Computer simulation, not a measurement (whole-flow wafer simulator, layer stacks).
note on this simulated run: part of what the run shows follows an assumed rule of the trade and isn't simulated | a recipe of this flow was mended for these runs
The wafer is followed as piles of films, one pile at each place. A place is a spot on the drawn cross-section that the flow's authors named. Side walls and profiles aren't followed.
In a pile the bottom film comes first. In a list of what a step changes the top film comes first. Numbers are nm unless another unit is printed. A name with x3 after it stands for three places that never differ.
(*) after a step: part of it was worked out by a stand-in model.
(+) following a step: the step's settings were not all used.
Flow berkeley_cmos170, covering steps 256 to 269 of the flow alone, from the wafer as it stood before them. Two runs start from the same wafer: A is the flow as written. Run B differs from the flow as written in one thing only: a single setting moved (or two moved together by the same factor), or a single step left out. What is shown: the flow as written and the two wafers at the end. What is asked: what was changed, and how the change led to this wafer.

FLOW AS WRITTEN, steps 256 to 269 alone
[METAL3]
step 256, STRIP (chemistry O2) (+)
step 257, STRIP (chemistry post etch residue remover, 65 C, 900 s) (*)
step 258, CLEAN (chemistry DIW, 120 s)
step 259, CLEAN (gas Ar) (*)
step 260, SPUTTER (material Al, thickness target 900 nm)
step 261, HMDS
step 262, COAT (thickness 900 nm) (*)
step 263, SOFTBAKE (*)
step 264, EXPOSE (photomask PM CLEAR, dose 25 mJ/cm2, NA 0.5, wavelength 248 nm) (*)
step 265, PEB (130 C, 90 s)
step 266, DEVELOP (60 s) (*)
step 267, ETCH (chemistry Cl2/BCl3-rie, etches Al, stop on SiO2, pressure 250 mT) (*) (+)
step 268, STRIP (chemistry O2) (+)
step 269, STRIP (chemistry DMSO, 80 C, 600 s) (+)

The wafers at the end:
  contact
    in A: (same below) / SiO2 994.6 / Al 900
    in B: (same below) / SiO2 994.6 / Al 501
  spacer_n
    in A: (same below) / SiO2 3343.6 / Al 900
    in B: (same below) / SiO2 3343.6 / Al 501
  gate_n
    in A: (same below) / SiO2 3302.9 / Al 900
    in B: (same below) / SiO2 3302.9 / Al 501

Cause: step 260, SPUTTER: thickness target 501 nm was run, though the flow has thickness target 900 nm.
The wafer itself shows it: contact has Al 501, and step 260 as written asks for 900 nm.

Step by step, how the change led to this:
  step 260, SPUTTER (material Al, thickness target 900 nm)
      field, mark, sd_n and 9 more: A Al gains 900 (new film) | B Al gains 501 (new film)
      via2: A Al gains 259.4 | B Al gains 175.1
  step 262, COAT (thickness 900 nm) (*)
      via2: A KrF-resist gains 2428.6 (new film) | B KrF-resist gains 2125.2 (new film)
  step 265, PEB (130 C, 90 s)
      via2: A KrF-resist loses 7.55 | B KrF-resist loses 5.76
  step 267, ETCH (chemistry Cl2/BCl3-rie, etches Al, stop on SiO2, pressure 250 mT) (*) (+)
      field, sd_n, spacer_n and 9 more: A KrF-resist loses 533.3 | B KrF-resist loses 333.8
      mark: A Al loses 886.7 (all of it), SiO2 loses 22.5 | B Al loses 487.7 (all of it), SiO2 loses 22.5
  step 268, STRIP (chemistry O2) (+)
      field, spacer_n, gate_n: A KrF-resist loses 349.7 (all of it) | B KrF-resist loses 549.2 (all of it)
      spacer_p, gate_p: A KrF-resist loses 349.6 (all of it) | B KrF-resist loses 549.1 (all of it)
      (as well as at 7 more places)
